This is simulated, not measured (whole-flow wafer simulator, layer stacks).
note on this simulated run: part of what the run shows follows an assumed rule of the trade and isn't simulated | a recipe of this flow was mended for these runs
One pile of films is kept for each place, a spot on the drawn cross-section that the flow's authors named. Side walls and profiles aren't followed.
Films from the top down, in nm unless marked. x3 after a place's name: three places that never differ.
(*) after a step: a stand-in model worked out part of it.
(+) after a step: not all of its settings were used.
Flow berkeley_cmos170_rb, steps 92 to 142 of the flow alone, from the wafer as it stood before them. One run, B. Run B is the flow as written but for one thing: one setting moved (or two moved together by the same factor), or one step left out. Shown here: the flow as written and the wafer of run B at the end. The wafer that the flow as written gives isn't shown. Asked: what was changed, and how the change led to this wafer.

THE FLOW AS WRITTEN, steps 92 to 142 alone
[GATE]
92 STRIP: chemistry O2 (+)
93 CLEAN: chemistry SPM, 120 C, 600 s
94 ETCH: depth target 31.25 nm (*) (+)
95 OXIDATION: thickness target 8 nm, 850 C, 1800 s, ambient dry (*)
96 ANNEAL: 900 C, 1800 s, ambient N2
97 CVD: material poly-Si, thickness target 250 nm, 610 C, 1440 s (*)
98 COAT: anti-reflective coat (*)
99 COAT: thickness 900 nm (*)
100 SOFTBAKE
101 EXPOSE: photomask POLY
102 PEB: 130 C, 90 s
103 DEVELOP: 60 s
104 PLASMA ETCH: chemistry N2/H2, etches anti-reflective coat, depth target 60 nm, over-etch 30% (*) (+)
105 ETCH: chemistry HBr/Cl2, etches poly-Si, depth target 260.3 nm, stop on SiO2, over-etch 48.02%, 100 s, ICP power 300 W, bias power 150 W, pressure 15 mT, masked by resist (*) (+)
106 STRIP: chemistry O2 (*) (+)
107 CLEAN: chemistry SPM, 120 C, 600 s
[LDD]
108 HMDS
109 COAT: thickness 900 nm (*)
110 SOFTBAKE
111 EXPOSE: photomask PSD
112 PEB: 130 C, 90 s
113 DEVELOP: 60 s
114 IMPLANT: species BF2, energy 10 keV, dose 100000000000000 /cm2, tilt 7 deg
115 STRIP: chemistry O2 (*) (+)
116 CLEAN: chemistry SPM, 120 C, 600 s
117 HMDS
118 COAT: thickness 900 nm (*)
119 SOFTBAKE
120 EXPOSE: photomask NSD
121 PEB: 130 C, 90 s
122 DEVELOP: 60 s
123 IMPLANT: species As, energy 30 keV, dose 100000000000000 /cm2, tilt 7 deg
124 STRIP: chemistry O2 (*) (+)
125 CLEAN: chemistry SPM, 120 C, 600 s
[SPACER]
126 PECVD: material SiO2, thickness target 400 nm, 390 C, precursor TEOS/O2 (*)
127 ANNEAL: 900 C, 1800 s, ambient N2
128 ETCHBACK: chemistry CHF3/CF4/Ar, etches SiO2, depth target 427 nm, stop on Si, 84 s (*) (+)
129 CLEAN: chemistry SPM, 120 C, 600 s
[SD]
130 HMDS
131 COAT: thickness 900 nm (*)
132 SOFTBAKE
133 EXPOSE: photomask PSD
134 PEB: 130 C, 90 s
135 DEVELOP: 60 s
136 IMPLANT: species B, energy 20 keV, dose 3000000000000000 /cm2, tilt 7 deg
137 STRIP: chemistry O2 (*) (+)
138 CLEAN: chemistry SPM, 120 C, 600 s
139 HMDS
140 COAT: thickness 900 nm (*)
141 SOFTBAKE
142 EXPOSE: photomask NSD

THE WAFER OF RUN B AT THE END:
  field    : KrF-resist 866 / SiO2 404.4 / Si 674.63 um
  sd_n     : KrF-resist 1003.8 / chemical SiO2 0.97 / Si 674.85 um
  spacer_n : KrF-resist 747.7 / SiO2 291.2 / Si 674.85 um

The cause: step 97, CVD: thickness target 310 nm was run, where the flow has thickness target 250 nm; step 97, CVD: 1786 s was run, where the flow has 1440 s.

How the change led to this, step by step:
  97 CVD: material poly-Si, thickness target 250 nm, 610 C, 1440 s (*)
      field, sd_n, spacer_n and 6 more: poly-Si +310 (new film) (as written it would be: poly-Si +250 (new film))
  98 COAT: anti-reflective coat (*)
      contact: anti-reflective coat +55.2 (new film) (as written it would be: anti-reflective coat +53.8 (new film))
  104 PLASMA ETCH: chemistry N2/H2, etches anti-reflective coat, depth target 60 nm, over-etch 30% (*) (+)
      contact: anti-reflective coat -55.2 (all of it), poly-Si -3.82 (as written it would be: anti-reflective coat -53.8 (all of it), poly-Si -3.77)
  105 ETCH: chemistry HBr/Cl2, etches poly-Si, depth target 260.3 nm, stop on SiO2, over-etch 48.02%, 100 s, ICP power 300 W, bias power 150 W, pressure 15 mT, masked by resist (*) (+)
      spacer_n, spacer_p: poly-Si -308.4 (all of it), SiO2 -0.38 (as written it would be: poly-Si -248.5 (all of it), SiO2 -1.53)
      field: poly-Si -304.9 (all of it), SiO2 -0.4 (as written it would be: poly-Si -245 (all of it), SiO2 -1.8)
      (and at 4 more places)
  109 COAT: thickness 900 nm (*)
      gate: KrF-resist +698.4 (new film) (as written it would be: KrF-resist +749.5 (new film))
      gate_p: KrF-resist +694.6 (new film) (as written it would be: KrF-resist +745.7 (new film))
  113 DEVELOP: 60 s
      gate_p: KrF-resist -693.1 (all of it) (as written it would be: KrF-resist -744.1 (all of it))
  115 STRIP: chemistry O2 (*) (+)
      gate: KrF-resist -682 (all of it), chemical SiO2 +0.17 (as written it would be: KrF-resist -733 (all of it), chemical SiO2 +0.17)
  118 COAT: thickness 900 nm (*)
      gate: KrF-resist +698.4 (new film) (as written it would be: KrF-resist +748.7 (new film))
      gate_p: KrF-resist +694.5 (new film) (as written it would be: KrF-resist +744.7 (new film))
  122 DEVELOP: 60 s
      gate: KrF-resist -696.9 (all of it) (as written it would be: KrF-resist -747.1 (all of it))
  124 STRIP: chemistry O2 (*) (+)
      gate_p: KrF-resist -678.1 (all of it), chemical SiO2 +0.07 (as written it would be: KrF-resist -728.2 (all of it), chemical SiO2 +0.07)
  128 ETCHBACK: chemistry CHF3/CF4/Ar, etches SiO2, depth target 427 nm, stop on Si, 84 s (*) (+)
      spacer_n: SiO2 -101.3 (as written it would be: SiO2 -160.1)
      spacer_p: SiO2 -101.2 (as written it would be: SiO2 -160.1)
  131 COAT: thickness 900 nm (*)
      spacer_n: KrF-resist +747.7 (new film) (as written it would be: KrF-resist +791.7 (new film))
      gate: KrF-resist +727.7 (new film) (as written it would be: KrF-resist +770.7 (new film))
      (and at 2 more places)
  135 DEVELOP: 60 s
      spacer_p: KrF-resist -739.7 (all of it) (as written it would be: KrF-resist -783.4 (all of it))
      gate_p: KrF-resist -719.5 (all of it) (as written it would be: KrF-resist -762.3 (all of it))
  137 STRIP: chemistry O2 (*) (+)
      spacer_n: KrF-resist -731.2 (all of it) (as written it would be: KrF-resist -775.1 (all of it))
      gate: KrF-resist -711.2 (all of it), chemical SiO2 +0.17, poly-Si -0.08 (as written it would be: KrF-resist -754.1 (all of it), chemical SiO2 +0.17, poly-Si -0.08)
  140 COAT: thickness 900 nm (*)
      spacer_n: KrF-resist +747.7 (new film) (as written it would be: KrF-resist +791.4 (new film))
      gate: KrF-resist +727.6 (new film) (as written it would be: KrF-resist +770.4 (new film))
      (and at 2 more places)
